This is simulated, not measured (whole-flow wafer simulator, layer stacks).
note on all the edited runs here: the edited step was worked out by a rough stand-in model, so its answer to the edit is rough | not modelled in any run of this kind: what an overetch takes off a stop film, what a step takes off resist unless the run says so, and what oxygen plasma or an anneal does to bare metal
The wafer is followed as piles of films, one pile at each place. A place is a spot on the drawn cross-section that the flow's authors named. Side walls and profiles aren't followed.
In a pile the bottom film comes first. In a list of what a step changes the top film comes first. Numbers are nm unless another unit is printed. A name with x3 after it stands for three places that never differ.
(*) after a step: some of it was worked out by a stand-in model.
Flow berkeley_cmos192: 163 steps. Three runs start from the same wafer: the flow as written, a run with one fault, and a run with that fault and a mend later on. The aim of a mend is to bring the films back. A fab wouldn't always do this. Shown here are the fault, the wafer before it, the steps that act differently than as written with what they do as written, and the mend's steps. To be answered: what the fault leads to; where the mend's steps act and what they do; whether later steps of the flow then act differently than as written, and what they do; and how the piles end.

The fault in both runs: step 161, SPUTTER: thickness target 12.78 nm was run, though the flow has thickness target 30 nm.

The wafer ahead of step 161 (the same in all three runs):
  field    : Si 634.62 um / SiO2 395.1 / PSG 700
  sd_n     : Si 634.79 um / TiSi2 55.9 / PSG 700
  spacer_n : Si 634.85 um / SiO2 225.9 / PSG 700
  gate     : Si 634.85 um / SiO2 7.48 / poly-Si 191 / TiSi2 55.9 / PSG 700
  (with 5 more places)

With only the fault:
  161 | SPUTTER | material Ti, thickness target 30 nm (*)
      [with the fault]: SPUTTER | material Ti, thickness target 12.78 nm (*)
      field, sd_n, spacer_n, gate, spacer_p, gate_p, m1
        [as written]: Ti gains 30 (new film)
        [with the fault]: Ti gains 12.8 (new film)
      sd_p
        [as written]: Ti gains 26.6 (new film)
        [with the fault]: Ti gains 11.3 (new film)
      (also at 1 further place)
  None of the later steps of the flow differs from how it acts as written, at any place that is followed, by more than 2% or 0.5 nm, whichever is larger.
  By the end, the piles at field, sd_n, spacer_n and 6 more depart from the flow's by more than 2% or 0.5 nm, whichever is larger.
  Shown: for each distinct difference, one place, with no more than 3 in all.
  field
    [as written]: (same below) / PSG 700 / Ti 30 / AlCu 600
    [with the fault]: (same below) / PSG 700 / Ti 12.8 / AlCu 600
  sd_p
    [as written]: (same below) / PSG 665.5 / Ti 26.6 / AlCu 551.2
    [with the fault]: (same below) / PSG 665.5 / Ti 11.3 / AlCu 552.1
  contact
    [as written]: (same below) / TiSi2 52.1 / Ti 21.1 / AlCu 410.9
    [with the fault]: (same below) / TiSi2 52.1 / Ti 8.98 / AlCu 413.6

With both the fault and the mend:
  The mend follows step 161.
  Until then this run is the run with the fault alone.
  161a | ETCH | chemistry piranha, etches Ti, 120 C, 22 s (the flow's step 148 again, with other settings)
      field, sd_n, spacer_n, gate, spacer_p, gate_p, m1
        Ti loses 12.8 (all of it)
      sd_p
        Ti loses 11.3 (all of it)
      contact
        Ti loses 8.98 (all of it)
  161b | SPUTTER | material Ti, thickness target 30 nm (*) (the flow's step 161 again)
      field, sd_n, spacer_n, gate, spacer_p, gate_p, m1
        Ti gains 30 (new film)
      sd_p
        Ti gains 26.6 (new film)
      contact
        Ti gains 21.1 (new film)
  None of the later steps of the flow acts differently than as written at any place that is followed.
  By the end, the piles equal the flow's at every place that both follow.
